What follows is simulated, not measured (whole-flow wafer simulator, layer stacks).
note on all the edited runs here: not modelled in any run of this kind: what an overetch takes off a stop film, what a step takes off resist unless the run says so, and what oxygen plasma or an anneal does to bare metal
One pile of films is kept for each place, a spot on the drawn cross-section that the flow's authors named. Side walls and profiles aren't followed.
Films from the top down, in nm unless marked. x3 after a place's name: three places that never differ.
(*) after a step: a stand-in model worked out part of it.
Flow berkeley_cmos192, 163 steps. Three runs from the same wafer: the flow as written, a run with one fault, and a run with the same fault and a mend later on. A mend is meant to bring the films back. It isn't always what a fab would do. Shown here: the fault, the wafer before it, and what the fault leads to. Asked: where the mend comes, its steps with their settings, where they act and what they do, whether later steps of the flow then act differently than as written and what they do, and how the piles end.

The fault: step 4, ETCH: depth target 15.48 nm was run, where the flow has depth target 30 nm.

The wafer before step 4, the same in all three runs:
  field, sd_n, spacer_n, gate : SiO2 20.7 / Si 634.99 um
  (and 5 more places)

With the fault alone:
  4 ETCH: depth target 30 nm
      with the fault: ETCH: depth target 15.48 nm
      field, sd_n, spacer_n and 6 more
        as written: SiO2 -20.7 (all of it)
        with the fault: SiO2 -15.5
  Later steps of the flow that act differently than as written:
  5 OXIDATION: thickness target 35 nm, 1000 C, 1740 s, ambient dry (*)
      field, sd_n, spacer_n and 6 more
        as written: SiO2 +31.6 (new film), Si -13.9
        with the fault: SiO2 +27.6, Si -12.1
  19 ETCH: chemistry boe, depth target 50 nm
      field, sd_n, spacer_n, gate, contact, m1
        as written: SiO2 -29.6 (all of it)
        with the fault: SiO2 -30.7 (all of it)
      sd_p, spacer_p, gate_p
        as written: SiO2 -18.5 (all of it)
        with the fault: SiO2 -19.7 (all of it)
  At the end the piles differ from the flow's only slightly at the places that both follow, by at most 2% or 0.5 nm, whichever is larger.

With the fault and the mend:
  The mend comes after step 4.
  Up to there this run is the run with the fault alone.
  4a ETCH: depth target 14.52 nm (the flow's step 4 once more, with other settings)
      field, sd_n, spacer_n and 6 more
        SiO2 -5.21 (all of it)
  No later step of the flow acts differently than as written at any place that is followed.
  At the end the piles are the same as the flow's at every place that both follow.
